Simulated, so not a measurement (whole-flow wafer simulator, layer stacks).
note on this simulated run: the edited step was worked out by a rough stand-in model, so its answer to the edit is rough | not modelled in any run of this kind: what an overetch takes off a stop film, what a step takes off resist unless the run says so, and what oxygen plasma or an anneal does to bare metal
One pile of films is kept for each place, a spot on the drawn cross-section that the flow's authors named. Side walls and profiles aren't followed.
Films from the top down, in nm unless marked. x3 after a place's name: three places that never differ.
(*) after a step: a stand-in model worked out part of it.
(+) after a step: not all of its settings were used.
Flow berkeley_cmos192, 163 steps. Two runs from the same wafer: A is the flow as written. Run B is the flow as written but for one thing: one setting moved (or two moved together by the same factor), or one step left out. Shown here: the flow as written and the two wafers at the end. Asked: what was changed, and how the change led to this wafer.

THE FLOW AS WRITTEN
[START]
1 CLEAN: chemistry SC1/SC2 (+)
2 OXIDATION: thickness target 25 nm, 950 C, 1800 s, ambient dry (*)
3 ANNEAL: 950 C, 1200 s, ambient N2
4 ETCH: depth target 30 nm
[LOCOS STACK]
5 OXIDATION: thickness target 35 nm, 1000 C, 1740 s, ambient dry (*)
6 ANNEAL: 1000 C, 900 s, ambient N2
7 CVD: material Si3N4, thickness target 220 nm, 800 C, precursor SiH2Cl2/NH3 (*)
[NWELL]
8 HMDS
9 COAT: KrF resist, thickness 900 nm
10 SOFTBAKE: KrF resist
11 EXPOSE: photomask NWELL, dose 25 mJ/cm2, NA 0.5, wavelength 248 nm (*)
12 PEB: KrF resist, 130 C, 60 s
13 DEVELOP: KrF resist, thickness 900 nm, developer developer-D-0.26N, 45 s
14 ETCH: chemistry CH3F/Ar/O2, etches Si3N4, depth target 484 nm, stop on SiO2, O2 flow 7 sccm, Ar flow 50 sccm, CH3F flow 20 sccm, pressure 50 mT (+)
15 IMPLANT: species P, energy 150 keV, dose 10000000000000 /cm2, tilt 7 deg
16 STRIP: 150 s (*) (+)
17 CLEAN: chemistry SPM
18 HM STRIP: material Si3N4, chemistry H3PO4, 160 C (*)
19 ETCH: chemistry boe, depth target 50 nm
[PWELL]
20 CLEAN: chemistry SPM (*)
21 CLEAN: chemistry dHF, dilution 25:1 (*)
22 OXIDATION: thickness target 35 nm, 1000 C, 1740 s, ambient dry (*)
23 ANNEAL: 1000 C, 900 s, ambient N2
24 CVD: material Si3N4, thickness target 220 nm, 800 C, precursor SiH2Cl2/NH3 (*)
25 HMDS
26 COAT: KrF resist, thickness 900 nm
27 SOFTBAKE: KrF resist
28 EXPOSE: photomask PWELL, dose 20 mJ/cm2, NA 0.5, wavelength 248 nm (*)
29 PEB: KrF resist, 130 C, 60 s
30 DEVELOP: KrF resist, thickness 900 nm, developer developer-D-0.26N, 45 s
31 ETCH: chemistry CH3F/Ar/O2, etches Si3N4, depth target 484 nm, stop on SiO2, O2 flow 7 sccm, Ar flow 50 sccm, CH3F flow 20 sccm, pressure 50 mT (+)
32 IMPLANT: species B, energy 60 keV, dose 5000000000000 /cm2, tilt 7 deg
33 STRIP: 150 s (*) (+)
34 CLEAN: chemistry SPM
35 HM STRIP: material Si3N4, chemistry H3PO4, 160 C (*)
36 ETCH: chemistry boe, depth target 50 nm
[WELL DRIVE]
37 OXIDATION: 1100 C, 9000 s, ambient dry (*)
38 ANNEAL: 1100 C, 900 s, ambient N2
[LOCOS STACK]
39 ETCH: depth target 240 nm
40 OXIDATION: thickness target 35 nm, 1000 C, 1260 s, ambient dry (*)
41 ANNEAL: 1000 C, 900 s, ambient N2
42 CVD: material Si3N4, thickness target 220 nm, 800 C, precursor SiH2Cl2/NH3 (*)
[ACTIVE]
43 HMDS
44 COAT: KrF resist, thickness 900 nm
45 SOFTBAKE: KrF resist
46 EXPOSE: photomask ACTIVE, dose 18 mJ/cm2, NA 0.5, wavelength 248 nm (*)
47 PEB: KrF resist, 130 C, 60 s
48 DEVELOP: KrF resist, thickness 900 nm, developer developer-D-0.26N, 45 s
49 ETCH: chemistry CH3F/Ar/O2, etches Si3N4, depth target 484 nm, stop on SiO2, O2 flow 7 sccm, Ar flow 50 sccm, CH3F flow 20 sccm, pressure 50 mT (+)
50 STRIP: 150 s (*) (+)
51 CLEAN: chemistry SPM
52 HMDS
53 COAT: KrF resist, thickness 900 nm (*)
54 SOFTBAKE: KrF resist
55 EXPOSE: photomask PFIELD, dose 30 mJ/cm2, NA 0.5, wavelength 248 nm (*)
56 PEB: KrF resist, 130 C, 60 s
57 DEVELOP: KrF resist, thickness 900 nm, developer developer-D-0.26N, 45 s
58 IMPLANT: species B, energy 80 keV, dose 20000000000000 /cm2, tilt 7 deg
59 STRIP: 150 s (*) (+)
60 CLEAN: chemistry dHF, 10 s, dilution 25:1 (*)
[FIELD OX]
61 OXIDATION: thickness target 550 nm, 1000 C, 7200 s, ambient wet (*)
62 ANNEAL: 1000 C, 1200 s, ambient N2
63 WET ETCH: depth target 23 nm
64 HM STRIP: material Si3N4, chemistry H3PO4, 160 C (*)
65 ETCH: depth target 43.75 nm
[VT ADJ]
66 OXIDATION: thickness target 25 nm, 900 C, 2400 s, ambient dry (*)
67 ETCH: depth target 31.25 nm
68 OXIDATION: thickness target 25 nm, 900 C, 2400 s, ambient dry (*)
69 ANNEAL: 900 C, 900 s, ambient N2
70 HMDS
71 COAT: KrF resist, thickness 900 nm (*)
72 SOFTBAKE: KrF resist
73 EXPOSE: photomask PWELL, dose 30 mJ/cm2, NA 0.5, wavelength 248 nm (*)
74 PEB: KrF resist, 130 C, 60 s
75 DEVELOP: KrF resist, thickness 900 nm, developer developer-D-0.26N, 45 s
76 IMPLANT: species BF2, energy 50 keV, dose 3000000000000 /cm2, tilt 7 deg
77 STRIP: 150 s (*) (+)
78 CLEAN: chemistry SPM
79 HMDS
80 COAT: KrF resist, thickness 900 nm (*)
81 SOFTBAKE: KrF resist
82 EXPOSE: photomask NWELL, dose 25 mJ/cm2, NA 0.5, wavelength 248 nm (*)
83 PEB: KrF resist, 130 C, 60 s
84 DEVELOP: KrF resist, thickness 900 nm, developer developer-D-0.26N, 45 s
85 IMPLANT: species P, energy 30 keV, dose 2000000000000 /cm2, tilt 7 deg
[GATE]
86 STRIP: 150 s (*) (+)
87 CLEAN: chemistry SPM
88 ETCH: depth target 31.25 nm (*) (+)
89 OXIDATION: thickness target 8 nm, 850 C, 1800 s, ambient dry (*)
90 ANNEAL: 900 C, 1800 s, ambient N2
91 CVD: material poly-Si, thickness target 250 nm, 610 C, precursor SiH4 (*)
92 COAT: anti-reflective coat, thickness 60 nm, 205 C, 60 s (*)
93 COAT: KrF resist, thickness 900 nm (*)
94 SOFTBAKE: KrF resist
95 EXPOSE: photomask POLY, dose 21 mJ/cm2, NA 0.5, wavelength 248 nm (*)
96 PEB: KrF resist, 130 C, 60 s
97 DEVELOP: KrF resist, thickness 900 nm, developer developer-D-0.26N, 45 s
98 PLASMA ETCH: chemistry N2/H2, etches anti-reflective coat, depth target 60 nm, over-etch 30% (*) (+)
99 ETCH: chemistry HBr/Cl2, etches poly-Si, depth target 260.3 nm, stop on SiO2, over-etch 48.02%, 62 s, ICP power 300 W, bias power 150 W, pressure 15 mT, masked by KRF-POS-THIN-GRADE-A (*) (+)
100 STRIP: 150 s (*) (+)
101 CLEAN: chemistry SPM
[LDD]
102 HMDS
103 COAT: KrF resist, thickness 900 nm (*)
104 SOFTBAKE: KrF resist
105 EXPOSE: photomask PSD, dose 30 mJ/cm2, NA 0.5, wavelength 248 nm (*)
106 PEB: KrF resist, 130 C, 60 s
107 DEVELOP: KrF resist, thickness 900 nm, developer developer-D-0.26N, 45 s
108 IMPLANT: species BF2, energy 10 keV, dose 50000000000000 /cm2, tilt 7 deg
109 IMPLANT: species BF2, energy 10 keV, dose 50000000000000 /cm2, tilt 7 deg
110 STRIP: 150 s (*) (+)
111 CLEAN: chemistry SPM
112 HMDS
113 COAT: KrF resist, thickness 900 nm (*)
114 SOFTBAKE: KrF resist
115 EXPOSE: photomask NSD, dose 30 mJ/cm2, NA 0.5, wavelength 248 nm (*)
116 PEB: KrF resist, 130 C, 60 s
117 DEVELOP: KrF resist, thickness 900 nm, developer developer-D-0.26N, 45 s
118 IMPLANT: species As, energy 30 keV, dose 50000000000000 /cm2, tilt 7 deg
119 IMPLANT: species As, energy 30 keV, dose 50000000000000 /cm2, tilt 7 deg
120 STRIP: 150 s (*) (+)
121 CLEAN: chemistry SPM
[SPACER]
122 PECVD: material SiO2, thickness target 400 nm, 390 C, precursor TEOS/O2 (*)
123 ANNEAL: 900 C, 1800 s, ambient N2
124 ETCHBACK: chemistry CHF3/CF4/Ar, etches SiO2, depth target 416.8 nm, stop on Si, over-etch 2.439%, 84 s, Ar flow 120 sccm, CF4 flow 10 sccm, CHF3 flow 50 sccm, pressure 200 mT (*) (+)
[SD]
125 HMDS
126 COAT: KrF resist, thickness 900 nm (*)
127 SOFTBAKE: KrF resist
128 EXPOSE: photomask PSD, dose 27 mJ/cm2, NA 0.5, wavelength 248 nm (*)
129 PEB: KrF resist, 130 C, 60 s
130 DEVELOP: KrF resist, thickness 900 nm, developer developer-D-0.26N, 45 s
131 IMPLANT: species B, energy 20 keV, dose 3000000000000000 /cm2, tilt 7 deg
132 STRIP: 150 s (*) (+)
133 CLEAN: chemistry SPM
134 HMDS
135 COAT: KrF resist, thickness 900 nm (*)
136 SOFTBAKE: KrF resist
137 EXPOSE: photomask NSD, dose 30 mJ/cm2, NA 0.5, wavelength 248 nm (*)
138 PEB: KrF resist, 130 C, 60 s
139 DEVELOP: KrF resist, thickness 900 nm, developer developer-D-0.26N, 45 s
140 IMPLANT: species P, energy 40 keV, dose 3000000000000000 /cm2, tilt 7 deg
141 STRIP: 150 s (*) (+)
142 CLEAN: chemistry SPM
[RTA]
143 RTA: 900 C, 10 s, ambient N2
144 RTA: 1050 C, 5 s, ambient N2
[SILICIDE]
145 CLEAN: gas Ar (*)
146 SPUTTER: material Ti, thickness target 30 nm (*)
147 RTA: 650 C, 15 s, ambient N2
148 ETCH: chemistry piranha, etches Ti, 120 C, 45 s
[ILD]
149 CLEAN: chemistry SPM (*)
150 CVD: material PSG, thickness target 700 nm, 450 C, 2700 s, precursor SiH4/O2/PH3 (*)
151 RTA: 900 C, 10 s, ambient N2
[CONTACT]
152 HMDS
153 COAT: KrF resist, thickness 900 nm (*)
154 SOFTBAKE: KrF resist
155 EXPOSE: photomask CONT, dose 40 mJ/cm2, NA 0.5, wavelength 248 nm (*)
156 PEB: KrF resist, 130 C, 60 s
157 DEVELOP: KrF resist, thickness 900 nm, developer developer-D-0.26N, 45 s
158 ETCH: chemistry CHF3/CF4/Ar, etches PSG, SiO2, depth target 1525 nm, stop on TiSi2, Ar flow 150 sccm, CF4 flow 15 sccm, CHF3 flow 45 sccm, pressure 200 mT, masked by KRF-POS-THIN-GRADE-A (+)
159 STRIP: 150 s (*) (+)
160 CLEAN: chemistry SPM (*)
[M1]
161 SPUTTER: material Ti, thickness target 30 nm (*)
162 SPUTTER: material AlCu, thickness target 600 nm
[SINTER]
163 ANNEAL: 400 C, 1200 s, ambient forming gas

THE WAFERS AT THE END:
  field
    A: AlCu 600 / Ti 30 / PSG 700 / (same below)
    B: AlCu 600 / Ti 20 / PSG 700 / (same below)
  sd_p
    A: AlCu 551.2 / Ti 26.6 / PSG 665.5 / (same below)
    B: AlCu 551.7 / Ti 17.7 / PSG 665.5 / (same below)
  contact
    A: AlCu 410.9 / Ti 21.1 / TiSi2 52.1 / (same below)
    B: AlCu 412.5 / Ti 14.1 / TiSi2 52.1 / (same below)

The cause: step 161, SPUTTER: thickness target 20 nm was run, where the flow has thickness target 30 nm.
It can be read off the wafer: field has Ti 20, and step 161 as written asks for 30 nm.

How the change led to this, step by step:
  161 SPUTTER: material Ti, thickness target 30 nm (*)
      field, sd_n, spacer_n, gate, spacer_p, gate_p, m1: A Ti +30 (new film) | B Ti +20 (new film)
      sd_p: A Ti +26.6 (new film) | B Ti +17.7 (new film)
      (and at 1 more place)
